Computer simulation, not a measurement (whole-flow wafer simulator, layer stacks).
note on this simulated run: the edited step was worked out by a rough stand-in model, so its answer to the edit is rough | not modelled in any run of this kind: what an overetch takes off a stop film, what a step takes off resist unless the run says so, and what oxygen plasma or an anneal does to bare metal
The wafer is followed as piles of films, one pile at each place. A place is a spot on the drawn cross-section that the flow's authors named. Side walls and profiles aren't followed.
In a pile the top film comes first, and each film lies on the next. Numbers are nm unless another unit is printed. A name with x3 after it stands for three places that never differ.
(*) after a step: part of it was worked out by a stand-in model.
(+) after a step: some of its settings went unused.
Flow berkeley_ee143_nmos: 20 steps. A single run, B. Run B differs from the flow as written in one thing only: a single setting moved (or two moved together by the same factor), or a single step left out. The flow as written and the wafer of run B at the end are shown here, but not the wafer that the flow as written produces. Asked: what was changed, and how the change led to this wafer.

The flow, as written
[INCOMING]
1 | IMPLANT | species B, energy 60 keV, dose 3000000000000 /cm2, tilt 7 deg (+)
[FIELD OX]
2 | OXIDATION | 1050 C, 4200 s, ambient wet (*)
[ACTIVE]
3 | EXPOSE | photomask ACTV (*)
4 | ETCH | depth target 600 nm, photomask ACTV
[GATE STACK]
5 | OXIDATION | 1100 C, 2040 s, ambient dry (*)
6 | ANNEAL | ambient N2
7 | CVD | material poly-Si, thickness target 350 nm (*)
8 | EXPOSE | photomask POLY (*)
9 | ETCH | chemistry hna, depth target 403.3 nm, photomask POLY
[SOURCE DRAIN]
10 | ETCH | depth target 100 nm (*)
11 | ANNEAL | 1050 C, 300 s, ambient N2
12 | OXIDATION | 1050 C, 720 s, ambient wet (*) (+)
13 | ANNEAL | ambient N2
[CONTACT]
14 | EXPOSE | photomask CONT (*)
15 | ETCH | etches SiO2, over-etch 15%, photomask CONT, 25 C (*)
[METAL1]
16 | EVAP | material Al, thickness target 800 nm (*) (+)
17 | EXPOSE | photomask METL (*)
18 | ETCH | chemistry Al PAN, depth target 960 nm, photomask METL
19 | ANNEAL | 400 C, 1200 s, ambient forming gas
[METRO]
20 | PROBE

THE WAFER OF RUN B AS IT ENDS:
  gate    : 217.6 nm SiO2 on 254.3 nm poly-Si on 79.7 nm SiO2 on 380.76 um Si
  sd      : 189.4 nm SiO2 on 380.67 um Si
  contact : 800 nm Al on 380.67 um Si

Cause: step 2, OXIDATION: 3150 s was run, while the flow as written has 4200 s.

The path from the change to this, step by step:
  2 | OXIDATION | 1050 C, 4200 s, ambient wet (*)
      gate, sd, contact, field: SiO2 gains 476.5 (new film), chemical SiO2 loses 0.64 (all of it), Si loses 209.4 (as written it would have been: SiO2 gains 566.4 (new film), chemical SiO2 loses 0.64 (all of it), Si loses 248.9)
  4 | ETCH | depth target 600 nm, photomask ACTV
      gate, sd, contact: SiO2 loses 476.5 (all of it) (as written it would have been: SiO2 loses 566.4 (all of it))
  5 | OXIDATION | 1100 C, 2040 s, ambient dry (*)
      field: SiO2 gains 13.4, Si loses 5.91 (as written it would have been: SiO2 gains 11.6, Si loses 5.1)
  12 | OXIDATION | 1050 C, 720 s, ambient wet (*) (+)
      field: SiO2 gains 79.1, Si loses 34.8 (as written it would have been: SiO2 gains 69.1, Si loses 30.4)
